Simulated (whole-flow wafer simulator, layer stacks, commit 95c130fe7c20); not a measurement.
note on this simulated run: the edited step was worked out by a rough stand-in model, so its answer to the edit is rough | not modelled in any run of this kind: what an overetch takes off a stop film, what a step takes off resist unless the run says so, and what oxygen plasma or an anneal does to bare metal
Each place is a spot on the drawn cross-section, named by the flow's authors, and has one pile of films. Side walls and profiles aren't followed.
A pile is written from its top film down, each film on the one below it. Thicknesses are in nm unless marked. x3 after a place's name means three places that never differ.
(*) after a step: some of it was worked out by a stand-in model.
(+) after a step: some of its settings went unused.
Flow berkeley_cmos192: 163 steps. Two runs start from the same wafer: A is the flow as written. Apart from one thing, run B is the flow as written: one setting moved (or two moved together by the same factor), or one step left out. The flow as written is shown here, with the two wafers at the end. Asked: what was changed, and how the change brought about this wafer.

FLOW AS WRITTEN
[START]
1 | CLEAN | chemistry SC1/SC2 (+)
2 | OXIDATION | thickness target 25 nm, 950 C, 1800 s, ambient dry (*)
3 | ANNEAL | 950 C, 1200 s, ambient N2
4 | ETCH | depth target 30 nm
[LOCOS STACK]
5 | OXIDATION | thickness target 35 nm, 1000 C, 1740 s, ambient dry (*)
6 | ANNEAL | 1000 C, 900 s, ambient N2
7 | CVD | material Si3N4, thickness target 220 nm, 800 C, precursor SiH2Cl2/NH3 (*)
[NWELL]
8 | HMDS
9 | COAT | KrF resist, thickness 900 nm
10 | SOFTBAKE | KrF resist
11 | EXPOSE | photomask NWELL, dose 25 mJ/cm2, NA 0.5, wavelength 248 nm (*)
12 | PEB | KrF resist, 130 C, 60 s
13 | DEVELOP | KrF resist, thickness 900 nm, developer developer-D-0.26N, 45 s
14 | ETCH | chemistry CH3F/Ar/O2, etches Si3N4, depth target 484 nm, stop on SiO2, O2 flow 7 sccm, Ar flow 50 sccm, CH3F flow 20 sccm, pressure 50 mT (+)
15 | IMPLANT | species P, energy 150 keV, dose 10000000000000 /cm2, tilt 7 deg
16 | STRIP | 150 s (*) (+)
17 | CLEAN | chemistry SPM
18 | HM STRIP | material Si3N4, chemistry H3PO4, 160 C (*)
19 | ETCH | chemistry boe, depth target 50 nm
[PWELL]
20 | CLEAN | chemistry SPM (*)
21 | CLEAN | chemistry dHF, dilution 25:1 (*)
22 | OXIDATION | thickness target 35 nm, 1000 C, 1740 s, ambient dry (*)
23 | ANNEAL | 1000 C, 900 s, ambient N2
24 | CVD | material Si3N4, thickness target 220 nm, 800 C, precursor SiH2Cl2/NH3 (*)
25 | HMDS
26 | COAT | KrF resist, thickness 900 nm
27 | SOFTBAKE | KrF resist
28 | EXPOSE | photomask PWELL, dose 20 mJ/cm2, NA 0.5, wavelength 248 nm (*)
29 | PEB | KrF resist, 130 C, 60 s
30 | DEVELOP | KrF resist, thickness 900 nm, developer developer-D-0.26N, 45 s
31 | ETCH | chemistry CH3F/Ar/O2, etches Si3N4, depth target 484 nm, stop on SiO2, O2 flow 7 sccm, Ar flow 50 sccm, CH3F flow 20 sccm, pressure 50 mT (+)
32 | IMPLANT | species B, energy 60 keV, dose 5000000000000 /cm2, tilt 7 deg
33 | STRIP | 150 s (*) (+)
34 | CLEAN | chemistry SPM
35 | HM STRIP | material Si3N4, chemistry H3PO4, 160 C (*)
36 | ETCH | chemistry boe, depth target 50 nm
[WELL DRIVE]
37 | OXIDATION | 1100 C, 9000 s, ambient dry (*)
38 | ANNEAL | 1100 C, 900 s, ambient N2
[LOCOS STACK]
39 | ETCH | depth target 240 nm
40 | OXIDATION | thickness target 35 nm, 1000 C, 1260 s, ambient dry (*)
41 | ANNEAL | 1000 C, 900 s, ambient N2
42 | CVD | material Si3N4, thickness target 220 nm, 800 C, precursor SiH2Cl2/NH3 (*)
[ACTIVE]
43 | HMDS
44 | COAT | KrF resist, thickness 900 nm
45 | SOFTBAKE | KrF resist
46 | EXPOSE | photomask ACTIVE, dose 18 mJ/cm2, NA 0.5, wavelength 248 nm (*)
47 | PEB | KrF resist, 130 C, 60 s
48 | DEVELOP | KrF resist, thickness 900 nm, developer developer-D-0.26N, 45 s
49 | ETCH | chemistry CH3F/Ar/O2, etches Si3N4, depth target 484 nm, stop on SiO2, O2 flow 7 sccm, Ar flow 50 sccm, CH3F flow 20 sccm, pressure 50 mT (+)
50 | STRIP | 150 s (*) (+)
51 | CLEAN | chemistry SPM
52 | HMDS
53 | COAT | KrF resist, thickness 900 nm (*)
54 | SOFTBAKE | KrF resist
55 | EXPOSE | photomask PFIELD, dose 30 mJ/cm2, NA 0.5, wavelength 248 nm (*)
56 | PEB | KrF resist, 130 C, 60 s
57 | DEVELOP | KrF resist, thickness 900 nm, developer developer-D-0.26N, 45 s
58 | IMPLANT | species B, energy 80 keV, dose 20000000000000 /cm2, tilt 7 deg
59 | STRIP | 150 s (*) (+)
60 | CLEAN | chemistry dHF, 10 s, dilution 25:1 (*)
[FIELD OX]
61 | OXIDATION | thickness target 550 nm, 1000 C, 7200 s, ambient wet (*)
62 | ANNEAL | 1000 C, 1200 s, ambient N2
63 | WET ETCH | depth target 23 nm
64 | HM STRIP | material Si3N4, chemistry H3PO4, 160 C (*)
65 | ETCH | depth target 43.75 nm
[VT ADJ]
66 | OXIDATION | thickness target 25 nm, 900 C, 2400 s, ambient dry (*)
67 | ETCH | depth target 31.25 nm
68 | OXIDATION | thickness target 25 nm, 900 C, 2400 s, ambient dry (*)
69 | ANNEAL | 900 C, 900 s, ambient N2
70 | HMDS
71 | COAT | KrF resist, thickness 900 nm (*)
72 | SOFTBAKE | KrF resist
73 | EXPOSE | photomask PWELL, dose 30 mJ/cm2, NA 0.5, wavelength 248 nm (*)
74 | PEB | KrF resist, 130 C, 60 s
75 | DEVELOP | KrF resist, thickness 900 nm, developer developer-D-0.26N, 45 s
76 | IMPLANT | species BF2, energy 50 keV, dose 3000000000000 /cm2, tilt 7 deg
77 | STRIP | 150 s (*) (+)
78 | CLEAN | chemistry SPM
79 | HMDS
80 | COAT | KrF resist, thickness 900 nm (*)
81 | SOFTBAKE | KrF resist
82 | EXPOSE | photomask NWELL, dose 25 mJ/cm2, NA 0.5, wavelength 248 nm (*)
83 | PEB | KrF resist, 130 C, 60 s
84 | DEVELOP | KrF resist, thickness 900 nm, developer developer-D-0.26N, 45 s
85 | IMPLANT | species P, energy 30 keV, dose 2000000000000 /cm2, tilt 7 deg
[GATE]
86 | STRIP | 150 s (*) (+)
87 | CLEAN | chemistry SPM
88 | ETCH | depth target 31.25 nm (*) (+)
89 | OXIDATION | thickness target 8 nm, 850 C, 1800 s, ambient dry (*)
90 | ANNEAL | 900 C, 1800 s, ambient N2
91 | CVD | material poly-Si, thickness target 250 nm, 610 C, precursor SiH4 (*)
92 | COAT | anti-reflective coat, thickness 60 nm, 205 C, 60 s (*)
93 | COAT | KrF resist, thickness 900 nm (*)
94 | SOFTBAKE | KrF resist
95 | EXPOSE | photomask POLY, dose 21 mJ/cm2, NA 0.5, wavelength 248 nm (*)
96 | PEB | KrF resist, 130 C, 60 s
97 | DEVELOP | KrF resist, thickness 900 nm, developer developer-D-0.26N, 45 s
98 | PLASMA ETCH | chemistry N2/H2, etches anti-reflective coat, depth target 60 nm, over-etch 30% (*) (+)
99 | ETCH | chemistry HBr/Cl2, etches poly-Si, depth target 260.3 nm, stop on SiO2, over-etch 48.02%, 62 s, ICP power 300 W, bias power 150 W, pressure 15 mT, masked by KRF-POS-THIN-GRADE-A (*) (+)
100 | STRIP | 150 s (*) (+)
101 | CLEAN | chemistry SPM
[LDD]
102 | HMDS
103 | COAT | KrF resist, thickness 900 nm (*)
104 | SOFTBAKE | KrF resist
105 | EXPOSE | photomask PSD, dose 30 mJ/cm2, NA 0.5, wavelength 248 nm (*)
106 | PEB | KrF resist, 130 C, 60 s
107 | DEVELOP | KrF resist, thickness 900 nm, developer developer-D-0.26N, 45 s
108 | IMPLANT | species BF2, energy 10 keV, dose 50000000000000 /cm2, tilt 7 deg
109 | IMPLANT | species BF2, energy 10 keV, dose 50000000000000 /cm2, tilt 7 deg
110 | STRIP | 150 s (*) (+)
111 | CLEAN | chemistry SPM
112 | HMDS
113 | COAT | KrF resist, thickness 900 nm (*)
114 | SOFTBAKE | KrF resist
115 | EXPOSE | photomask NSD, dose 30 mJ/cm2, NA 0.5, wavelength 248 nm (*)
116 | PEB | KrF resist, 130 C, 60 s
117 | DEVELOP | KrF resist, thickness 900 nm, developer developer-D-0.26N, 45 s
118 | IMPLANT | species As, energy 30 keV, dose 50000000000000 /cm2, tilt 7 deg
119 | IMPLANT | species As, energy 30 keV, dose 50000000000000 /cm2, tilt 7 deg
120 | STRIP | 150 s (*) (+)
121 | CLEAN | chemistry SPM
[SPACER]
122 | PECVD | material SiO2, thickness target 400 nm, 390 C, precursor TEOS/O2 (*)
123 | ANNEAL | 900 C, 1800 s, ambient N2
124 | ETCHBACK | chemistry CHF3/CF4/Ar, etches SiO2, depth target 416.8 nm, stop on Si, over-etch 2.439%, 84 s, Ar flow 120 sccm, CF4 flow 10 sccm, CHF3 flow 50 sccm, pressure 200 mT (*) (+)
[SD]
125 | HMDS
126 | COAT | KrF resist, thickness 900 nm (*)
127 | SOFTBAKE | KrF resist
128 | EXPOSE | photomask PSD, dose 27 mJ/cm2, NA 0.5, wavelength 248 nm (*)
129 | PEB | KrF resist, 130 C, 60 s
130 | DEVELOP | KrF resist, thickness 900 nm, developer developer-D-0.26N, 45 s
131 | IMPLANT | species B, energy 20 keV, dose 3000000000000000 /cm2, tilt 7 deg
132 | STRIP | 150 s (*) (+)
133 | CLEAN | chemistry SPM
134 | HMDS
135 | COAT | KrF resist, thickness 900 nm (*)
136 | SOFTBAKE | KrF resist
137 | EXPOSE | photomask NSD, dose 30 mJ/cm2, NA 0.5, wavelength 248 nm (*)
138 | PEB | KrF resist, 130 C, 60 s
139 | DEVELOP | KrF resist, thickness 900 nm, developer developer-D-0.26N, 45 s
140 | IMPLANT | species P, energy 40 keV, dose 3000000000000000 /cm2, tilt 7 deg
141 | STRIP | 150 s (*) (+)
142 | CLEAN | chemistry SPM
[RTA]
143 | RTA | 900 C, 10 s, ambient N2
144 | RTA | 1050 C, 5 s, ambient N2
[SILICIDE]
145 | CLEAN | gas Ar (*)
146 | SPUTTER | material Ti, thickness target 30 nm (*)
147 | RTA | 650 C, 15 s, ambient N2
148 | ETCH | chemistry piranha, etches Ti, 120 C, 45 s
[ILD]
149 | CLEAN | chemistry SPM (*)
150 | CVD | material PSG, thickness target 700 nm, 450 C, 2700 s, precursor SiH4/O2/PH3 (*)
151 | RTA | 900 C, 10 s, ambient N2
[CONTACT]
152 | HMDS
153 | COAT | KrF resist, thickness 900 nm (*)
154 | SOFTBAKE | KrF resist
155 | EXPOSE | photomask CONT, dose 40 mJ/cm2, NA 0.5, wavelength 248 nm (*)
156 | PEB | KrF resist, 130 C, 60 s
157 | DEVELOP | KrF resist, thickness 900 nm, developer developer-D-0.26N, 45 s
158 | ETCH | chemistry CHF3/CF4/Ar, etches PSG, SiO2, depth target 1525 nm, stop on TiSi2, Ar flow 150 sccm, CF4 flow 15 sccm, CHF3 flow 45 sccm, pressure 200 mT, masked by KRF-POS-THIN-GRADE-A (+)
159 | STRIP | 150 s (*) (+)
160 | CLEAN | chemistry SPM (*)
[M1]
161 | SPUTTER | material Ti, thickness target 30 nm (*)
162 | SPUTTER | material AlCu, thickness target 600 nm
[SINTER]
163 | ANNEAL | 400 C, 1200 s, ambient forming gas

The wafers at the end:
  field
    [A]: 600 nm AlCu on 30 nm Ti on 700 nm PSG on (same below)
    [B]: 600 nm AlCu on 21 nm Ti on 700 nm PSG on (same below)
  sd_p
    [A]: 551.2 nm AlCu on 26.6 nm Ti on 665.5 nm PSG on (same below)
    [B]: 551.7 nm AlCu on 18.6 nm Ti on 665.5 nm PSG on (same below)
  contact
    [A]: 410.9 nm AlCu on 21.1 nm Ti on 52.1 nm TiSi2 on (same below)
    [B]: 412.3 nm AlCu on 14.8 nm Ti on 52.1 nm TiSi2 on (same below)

The reason: step 161, SPUTTER: thickness target 21 nm was run, though the flow has thickness target 30 nm.
The wafer lets one read it off: field has Ti 21, and step 161 as written asks for 30 nm.

The path from the change to this, step by step:
  161 | SPUTTER | material Ti, thickness target 30 nm (*)
      field, sd_n, spacer_n, gate, spacer_p, gate_p, m1: A +30 Ti (new film) | B +21 Ti (new film)
      sd_p: A +26.6 Ti (new film) | B +18.6 Ti (new film)
      (as well as at 1 more place)
